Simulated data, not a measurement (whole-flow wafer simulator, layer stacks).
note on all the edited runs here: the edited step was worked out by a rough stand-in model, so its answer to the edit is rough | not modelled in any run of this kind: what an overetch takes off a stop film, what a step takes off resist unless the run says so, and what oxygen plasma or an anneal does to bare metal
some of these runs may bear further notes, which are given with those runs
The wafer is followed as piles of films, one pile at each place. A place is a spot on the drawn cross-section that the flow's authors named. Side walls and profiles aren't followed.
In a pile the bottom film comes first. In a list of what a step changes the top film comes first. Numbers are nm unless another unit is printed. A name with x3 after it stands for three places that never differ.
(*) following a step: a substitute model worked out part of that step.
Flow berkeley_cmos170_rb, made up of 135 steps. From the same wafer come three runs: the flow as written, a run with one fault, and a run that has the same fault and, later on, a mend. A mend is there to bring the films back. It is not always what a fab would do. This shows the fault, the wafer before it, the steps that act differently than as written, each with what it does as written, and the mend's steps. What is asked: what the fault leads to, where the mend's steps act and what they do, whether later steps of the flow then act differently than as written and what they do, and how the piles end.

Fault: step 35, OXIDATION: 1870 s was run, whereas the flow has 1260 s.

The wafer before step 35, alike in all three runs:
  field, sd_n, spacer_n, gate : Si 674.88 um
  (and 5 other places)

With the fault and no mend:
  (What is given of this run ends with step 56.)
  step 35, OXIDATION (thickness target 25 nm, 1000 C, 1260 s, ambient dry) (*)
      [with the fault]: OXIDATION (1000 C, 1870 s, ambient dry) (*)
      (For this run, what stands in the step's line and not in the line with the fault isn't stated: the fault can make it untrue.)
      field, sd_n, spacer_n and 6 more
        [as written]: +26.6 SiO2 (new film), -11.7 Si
        [with the fault]: +32.9 SiO2 (new film), -14.5 Si
  Steps further on in the flow that do not act as written:
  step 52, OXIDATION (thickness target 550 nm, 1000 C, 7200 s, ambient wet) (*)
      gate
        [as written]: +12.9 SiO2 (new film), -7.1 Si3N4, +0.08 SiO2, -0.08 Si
        [with the fault]: +12.9 SiO2 (new film), -7.1 Si3N4
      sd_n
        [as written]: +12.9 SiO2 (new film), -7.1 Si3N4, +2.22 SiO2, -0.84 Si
        [with the fault]: +12.9 SiO2 (new film), -7.1 Si3N4, +4.88 SiO2, -1.96 Si
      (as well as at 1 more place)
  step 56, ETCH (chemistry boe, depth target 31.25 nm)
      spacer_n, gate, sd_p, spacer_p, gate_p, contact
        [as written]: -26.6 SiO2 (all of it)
        [with the fault]: -31.3 SiO2
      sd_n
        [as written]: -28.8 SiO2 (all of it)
        [with the fault]: -31.2 SiO2
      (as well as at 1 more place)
  Once step 56 is done, the piles at sd_n, spacer_n, gate, sd_p, spacer_p, gate_p, contact, m1 depart from the flow's by more than 2% or 0.5 nm, whichever is larger.
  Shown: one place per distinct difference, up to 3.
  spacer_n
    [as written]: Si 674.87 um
    [with the fault]: Si 674.87 um / SiO2 1.69
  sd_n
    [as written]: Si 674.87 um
    [with the fault]: Si 674.86 um / SiO2 6.57
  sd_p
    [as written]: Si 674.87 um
    [with the fault]: Si 674.87 um / SiO2 2.15

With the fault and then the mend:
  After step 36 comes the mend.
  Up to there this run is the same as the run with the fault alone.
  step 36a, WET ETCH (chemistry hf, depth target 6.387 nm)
      field, sd_n, spacer_n and 6 more
        -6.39 SiO2
  None of the later steps of the flow differs from how it acts as written, at any place that is followed, by more than 2% or 0.5 nm, whichever is larger.
  The piles end only slightly different from the flow's at the places that both follow, by no more than 2% or 0.5 nm, whichever is larger.
